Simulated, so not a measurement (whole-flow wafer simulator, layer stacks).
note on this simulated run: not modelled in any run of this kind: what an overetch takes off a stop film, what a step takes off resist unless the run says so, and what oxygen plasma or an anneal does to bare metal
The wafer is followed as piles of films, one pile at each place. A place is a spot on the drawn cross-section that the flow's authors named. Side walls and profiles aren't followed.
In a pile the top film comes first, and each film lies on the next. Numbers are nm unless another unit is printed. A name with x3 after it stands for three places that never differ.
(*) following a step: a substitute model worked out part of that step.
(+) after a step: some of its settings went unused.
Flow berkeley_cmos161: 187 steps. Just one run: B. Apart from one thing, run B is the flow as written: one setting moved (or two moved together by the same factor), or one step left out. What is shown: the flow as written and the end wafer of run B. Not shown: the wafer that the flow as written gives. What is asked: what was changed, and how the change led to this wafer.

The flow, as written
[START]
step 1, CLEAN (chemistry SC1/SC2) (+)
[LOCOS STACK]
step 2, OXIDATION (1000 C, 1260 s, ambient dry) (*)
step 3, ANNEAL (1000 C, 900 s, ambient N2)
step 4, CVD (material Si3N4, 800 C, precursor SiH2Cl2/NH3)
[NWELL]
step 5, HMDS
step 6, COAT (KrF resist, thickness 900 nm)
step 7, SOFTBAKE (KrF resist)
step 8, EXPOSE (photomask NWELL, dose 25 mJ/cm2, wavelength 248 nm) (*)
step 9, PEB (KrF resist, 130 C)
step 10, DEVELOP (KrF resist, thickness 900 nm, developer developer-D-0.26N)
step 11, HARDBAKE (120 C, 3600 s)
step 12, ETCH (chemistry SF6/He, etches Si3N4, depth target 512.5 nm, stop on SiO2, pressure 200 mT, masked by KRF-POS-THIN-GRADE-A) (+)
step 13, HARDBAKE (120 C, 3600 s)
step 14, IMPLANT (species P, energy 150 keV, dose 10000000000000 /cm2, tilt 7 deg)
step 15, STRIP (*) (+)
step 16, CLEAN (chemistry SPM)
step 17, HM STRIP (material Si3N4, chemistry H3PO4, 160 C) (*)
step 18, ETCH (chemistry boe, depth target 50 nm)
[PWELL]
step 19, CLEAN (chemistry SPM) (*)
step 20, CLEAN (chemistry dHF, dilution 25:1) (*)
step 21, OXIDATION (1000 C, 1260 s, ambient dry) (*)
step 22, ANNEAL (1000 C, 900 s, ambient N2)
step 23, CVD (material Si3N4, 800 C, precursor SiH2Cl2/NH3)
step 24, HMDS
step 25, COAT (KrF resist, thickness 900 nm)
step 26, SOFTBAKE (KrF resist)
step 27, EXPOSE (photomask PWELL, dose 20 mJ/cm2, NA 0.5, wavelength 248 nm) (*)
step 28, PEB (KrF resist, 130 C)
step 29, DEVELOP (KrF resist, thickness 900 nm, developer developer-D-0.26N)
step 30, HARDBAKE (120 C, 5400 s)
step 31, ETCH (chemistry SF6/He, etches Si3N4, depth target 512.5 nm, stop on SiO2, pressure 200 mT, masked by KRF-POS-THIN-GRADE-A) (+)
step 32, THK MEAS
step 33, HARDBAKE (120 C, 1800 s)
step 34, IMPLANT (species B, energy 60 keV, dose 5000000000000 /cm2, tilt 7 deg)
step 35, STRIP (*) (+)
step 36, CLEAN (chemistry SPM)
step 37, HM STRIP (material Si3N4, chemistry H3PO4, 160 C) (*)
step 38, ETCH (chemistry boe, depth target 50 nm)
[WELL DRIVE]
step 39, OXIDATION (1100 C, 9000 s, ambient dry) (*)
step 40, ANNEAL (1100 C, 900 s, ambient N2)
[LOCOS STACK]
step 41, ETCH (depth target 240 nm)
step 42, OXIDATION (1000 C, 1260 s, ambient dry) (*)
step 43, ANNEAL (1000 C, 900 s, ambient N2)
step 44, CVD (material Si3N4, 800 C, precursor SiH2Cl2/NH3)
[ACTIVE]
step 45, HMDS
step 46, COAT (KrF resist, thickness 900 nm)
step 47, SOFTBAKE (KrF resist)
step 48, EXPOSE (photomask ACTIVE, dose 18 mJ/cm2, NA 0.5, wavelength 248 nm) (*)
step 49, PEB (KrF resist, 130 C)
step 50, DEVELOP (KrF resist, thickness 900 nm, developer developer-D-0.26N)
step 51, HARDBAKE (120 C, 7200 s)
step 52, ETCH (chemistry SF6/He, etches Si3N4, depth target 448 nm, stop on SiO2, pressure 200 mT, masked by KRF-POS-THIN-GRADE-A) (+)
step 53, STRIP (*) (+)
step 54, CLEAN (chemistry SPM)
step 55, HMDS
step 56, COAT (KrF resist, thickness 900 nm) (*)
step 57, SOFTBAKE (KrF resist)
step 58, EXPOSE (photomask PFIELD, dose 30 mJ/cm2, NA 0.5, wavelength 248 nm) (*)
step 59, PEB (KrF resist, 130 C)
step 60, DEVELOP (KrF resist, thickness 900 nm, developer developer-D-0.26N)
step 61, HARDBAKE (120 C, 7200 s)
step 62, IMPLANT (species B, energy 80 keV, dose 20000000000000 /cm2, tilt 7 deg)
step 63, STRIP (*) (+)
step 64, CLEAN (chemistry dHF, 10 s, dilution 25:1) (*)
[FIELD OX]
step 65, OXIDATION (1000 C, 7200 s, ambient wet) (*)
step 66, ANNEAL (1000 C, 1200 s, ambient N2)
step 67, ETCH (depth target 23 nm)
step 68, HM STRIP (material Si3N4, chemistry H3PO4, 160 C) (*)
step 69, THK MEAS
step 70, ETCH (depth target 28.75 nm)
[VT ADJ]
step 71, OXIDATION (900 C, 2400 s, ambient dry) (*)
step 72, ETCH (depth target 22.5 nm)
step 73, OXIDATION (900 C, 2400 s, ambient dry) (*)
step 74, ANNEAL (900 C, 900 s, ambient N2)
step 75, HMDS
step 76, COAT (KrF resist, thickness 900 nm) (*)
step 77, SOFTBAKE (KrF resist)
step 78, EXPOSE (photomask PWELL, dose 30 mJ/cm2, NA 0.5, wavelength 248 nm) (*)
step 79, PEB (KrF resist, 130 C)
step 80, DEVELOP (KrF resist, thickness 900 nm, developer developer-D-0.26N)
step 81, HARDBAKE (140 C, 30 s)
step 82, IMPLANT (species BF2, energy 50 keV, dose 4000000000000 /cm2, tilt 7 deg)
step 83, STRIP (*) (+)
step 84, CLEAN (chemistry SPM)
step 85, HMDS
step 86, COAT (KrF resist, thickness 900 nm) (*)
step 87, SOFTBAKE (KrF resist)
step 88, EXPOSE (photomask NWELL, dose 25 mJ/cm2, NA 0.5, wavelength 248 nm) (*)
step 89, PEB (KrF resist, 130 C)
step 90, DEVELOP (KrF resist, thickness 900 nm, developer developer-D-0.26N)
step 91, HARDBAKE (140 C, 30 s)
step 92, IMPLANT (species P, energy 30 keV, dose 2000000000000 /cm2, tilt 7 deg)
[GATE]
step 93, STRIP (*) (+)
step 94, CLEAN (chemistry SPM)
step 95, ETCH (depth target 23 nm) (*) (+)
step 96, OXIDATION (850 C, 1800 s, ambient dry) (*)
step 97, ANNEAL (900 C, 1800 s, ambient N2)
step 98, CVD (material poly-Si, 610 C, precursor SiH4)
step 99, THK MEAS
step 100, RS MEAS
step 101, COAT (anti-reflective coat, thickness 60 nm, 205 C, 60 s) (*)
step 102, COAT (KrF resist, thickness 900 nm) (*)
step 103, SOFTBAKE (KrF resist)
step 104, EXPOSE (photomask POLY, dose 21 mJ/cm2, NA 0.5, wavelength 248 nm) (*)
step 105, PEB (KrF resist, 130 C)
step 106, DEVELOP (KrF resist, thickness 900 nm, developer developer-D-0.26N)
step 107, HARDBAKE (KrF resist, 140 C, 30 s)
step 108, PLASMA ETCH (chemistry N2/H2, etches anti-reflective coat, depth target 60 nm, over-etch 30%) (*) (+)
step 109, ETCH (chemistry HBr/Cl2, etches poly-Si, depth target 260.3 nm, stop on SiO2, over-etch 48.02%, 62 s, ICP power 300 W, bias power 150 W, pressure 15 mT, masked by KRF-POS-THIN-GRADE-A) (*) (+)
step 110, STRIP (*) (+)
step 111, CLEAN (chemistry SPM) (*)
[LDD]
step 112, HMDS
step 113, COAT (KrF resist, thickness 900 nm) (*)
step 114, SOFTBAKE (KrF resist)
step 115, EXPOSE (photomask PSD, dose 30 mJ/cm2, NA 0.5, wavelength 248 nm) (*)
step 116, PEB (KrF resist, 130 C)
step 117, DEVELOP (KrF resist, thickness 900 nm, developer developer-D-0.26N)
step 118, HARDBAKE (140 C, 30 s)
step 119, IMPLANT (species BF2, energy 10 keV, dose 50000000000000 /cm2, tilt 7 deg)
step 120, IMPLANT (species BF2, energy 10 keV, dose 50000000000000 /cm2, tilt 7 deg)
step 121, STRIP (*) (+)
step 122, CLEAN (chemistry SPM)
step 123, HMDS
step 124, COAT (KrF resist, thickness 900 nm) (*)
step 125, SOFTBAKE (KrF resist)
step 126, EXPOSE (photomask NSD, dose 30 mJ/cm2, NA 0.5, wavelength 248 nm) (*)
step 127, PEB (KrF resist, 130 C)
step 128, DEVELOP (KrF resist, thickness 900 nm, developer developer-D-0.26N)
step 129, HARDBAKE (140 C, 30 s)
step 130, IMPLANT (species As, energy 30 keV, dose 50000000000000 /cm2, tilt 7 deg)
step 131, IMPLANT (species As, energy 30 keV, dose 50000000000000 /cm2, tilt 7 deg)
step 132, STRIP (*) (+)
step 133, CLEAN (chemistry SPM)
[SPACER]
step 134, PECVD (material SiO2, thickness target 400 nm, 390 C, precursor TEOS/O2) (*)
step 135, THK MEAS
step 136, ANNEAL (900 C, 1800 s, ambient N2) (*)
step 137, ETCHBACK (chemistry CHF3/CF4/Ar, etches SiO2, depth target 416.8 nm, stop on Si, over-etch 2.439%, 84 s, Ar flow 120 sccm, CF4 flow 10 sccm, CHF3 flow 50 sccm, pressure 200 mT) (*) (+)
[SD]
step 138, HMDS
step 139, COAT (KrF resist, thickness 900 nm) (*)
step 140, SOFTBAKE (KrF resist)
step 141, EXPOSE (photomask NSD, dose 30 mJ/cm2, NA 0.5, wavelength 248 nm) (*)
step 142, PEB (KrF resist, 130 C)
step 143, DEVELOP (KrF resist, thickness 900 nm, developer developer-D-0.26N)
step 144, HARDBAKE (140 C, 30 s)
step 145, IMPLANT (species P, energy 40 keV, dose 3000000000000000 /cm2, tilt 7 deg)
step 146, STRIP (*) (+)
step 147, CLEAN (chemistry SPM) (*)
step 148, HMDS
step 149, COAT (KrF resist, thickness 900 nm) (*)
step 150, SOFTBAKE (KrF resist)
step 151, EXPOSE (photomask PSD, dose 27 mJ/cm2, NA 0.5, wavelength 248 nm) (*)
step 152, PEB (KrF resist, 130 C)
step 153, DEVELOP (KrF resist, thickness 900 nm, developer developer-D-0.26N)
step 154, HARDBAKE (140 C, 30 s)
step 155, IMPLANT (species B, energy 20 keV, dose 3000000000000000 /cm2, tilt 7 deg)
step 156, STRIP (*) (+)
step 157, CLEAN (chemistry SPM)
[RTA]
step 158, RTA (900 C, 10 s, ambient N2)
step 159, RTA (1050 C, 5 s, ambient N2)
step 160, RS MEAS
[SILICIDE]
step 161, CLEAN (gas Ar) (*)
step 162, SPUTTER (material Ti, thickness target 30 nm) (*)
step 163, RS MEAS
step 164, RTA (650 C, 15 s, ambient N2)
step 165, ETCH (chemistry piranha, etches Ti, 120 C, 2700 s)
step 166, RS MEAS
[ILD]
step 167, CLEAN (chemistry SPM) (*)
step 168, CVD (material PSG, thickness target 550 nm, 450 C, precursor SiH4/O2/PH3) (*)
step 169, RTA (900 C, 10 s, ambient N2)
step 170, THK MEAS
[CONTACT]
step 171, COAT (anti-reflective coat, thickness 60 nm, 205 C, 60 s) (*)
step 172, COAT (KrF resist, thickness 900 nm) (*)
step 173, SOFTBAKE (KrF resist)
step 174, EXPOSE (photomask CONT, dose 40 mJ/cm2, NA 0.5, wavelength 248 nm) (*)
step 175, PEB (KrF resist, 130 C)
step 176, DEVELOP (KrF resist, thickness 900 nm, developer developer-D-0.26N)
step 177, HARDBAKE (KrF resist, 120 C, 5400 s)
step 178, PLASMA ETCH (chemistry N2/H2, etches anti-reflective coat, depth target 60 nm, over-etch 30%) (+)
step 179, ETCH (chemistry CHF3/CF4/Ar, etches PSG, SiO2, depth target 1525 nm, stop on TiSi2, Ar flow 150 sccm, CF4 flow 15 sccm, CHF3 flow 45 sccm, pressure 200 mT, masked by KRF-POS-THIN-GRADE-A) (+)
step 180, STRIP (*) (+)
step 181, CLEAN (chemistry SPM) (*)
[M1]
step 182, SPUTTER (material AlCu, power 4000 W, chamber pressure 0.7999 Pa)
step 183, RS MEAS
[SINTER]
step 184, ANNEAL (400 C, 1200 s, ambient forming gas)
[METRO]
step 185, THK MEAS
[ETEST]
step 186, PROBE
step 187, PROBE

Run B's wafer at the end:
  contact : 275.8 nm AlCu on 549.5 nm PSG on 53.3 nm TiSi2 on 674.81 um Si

The reason: step 179, ETCH: chemistry CHF3/CF4/Ar, etches PSG, SiO2, depth target 1525 nm, stop on TiSi2, Ar flow 150 sccm, CF4 flow 15 sccm, CHF3 flow 45 sccm, pressure 200 mT, masked by KRF-POS-THIN-GRADE-A (+), was not run.

Step by step, how the change led to this:
  step 180, STRIP (*) (+)
      field: KrF resist loses 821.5 (all of it), anti-reflective coat loses 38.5 (all of it) (in the flow as written it would be: KrF resist loses 665.1 (all of it), anti-reflective coat loses 38.5 (all of it))
      sd_n: KrF resist loses 848.9 (all of it), anti-reflective coat loses 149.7 (all of it) (in the flow as written it would be: KrF resist loses 692.5 (all of it), anti-reflective coat loses 149.7 (all of it))
      (as well as at 6 more places)
  step 182, SPUTTER (material AlCu, power 4000 W, chamber pressure 0.7999 Pa)
      contact: AlCu gains 275.8 (new film) (in the flow as written it would be: AlCu gains 192.2 (new film))
